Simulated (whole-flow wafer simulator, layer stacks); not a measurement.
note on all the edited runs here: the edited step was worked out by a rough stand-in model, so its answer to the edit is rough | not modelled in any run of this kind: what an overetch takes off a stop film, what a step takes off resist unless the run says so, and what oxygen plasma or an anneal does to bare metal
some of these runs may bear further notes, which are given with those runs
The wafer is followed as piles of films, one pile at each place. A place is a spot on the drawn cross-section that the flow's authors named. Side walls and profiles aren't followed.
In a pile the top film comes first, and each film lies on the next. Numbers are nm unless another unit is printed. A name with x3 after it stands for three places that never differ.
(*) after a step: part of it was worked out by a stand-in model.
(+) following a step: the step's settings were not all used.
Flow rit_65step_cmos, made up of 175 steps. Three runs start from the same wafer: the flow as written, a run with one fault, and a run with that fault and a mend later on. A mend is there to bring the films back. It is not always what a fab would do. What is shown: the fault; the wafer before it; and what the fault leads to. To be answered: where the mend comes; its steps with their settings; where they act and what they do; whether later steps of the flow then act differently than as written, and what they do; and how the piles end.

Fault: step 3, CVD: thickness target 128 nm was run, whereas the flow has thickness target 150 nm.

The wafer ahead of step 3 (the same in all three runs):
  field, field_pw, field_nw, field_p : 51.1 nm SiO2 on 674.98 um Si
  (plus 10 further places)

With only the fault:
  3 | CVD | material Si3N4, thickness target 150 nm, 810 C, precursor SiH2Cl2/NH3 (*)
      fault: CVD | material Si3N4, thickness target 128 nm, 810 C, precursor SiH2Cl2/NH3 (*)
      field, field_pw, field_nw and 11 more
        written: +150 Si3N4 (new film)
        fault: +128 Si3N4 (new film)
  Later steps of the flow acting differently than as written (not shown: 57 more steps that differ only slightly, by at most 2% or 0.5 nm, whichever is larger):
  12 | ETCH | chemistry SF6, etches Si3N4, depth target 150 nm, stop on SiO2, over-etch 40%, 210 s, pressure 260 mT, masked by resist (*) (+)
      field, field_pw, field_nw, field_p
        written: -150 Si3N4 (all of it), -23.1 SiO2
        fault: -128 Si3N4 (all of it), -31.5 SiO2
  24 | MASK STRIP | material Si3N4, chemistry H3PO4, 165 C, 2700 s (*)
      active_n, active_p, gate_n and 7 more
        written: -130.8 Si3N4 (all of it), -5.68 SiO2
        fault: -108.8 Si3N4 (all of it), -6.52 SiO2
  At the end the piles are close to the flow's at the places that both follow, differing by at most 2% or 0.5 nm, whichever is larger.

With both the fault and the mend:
  The mend stands after step 4.
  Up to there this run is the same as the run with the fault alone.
  4a | CVD | material Si3N4, thickness target 22 nm, 810 C, precursor SiH2Cl2/NH3 (*) (the flow's step 3, run once more with other settings)
      field, field_pw, field_nw and 11 more
        +22 Si3N4
  Every later step of the flow that is run acts as written at every place that is followed.
  By the end, the piles equal the flow's at every place that both follow.
